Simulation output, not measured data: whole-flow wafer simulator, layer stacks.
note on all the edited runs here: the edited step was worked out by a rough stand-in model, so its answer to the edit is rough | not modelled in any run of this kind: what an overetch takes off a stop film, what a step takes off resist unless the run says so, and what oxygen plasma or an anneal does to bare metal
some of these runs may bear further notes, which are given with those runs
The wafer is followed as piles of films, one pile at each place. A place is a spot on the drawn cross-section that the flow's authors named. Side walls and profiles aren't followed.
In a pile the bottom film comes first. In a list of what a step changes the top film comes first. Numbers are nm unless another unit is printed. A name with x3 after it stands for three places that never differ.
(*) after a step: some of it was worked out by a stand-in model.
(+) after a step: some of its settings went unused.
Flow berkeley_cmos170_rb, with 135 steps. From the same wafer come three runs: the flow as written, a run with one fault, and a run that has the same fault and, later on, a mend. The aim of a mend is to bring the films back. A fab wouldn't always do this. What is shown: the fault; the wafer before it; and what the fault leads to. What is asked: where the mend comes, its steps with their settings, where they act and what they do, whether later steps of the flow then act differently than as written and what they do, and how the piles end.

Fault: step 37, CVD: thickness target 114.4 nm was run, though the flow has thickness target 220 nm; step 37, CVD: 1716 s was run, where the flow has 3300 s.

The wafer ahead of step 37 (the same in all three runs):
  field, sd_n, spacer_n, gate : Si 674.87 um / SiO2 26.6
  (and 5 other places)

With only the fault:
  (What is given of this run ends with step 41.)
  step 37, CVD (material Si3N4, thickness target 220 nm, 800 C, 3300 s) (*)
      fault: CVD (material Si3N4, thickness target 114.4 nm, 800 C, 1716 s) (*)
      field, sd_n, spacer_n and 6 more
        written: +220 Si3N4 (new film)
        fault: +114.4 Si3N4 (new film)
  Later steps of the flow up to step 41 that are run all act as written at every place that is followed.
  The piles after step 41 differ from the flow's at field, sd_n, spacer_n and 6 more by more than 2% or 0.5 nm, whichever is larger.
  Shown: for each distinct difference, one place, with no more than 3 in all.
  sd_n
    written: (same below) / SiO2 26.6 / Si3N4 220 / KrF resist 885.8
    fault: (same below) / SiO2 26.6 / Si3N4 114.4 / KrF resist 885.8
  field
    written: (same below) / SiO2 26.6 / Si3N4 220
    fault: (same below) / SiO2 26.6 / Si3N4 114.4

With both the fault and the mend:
  After step 41 comes the mend.
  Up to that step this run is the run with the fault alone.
  step 41a, STRIP (*) (+)
      sd_n, spacer_n, gate, sd_p, spacer_p, gate_p, contact, m1
        -885.8 KrF resist (all of it)
  step 41b, CLEAN (*)
      does not change any film at any place that is followed
  step 41c, CVD (material Si3N4, thickness target 105.6 nm, 800 C, 1584 s) (*) (the flow's step 37, run once more with other settings)
      field, sd_n, spacer_n and 6 more
        +105.6 Si3N4
  step 41d, COAT (KrF resist, thickness 900 nm) (the flow's step 38, run once more)
      field, sd_n, spacer_n and 6 more
        +900 KrF resist (new film)
  step 41e, EXPOSE (photomask ACTIVE) (the flow's step 39, run once more)
      does not change any film at any place that is followed
  step 41f, PEB (130 C, 60 s) (*) (the flow's step 40, run once more)
      does not change any film at any place that is followed
  step 41g, DEVELOP (developer developer-D-0.26N, 45 s) (the flow's step 41, run once more)
      sd_n, spacer_n, gate, sd_p, spacer_p, gate_p, contact, m1
        -14.2 KrF resist
      field
        -900 KrF resist (all of it)
  Later steps of the flow that are run all act as written at every place that is followed.
  The piles end the same as the flow's at every place that both follow.
